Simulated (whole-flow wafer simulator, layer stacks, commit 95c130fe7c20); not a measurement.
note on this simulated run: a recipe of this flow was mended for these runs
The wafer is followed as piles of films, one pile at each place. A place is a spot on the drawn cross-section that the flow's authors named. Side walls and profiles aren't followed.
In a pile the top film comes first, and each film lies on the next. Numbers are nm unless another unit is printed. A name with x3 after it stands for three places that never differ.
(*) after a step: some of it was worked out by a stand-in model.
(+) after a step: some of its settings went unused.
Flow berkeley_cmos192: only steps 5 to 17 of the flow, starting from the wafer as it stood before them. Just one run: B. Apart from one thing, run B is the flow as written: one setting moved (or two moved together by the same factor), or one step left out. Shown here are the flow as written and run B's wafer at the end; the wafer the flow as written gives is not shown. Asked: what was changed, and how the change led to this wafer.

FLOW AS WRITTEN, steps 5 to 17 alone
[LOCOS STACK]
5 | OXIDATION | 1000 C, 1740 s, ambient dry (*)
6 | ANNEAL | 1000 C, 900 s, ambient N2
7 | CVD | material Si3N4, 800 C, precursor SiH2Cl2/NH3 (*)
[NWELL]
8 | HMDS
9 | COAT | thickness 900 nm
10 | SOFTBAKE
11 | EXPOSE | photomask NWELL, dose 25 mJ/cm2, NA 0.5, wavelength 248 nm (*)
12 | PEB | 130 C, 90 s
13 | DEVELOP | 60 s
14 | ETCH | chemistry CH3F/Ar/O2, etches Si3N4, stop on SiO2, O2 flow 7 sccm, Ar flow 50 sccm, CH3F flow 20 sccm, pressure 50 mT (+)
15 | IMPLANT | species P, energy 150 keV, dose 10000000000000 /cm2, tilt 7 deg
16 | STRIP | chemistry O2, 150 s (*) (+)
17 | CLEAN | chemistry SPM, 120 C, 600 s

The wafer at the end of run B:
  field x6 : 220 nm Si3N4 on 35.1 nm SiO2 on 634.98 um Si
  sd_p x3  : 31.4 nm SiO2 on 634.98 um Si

The reason: step 5, OXIDATION: 2088 s was run, whereas the flow has 1740 s.

Step by step, how the change led to this:
  5 | OXIDATION | 1000 C, 1740 s, ambient dry (*)
      field x6, sd_p x3: +35.1 SiO2 (new film), -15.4 Si (it would be, as written: +31.6 SiO2 (new film), -13.9 Si)
